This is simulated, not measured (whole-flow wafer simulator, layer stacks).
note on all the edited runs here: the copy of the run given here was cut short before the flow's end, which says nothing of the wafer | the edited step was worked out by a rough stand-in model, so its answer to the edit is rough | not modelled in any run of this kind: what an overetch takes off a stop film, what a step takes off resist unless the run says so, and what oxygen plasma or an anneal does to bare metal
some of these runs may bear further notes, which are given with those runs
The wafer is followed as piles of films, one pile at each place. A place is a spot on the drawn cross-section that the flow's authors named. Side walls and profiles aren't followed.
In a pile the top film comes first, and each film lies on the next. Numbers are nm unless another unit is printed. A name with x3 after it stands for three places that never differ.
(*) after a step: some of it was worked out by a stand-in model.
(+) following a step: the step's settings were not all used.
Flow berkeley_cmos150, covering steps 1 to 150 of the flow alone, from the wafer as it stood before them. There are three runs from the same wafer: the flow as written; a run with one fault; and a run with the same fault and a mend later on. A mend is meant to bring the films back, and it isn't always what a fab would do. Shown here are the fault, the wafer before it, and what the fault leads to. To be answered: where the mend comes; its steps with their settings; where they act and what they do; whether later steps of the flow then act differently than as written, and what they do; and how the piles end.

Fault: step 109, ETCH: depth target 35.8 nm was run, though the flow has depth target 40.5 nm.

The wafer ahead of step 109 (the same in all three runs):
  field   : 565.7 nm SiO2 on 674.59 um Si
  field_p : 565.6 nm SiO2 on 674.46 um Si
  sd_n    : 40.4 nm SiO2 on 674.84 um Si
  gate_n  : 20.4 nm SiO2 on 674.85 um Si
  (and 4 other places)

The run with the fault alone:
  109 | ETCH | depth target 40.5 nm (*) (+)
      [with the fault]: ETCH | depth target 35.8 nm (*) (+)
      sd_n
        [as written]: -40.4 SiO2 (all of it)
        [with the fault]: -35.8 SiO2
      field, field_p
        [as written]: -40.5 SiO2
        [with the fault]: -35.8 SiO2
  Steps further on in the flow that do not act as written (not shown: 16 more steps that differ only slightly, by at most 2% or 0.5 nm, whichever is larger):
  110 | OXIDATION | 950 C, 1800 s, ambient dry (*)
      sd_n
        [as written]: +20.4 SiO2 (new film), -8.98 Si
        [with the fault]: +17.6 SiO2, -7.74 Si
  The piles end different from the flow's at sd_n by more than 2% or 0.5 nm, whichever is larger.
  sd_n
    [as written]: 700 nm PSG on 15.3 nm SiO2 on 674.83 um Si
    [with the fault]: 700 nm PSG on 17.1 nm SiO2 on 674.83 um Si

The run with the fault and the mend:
  The mend stands after step 109.
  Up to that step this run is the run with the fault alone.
  109a | ETCH | depth target 4.698 nm (the flow's step 109 again, with other settings)
      field, field_p
        -4.7 SiO2
      sd_n
        -4.64 SiO2 (all of it)
  Every later step of the flow that is run acts as written, at every place that is followed, to within 2% or 0.5 nm, whichever is larger.
  At every place that both follow, the piles at the end match the flow's.
